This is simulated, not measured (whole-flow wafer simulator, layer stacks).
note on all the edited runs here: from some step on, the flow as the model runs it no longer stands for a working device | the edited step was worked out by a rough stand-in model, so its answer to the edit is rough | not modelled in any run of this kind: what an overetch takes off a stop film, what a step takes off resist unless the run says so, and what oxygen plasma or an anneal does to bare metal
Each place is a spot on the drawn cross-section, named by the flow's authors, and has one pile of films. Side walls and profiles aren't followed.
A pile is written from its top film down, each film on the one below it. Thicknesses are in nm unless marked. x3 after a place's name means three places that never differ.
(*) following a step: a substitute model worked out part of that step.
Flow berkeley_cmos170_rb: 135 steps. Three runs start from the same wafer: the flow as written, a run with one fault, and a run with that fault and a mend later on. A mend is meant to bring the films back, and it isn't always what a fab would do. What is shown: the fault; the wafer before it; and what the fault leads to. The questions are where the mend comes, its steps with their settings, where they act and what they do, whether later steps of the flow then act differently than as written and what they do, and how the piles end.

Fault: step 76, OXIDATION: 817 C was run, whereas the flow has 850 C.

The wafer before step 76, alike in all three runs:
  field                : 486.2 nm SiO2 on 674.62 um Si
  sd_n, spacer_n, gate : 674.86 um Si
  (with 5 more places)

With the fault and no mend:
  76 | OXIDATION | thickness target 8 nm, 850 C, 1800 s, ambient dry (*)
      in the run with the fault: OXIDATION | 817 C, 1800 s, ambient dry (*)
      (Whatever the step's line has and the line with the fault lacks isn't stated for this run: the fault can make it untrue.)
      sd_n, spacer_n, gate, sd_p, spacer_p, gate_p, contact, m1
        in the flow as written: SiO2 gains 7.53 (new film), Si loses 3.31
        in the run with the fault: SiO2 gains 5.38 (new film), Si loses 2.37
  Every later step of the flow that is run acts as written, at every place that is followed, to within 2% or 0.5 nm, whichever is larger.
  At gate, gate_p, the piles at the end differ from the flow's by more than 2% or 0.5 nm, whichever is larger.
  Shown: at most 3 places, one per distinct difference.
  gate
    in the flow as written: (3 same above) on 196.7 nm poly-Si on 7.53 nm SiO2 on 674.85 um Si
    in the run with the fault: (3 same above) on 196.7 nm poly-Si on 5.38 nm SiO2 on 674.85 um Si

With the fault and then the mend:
  The mend stands after step 76.
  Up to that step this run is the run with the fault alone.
  76a | OXIDATION | 850 C, 848 s, ambient dry (*) (the flow's step 76 again, with other settings)
      sd_n, spacer_n, gate, sd_p, spacer_p, gate_p, contact, m1
        SiO2 gains 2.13, Si loses 0.94
      field
        SiO2 gains 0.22, Si loses 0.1
  Every later step of the flow that is run acts as written, at every place that is followed, to within 2% or 0.5 nm, whichever is larger.
  At the end the piles are close to the flow's at the places that both follow, differing by at most 2% or 0.5 nm, whichever is larger.
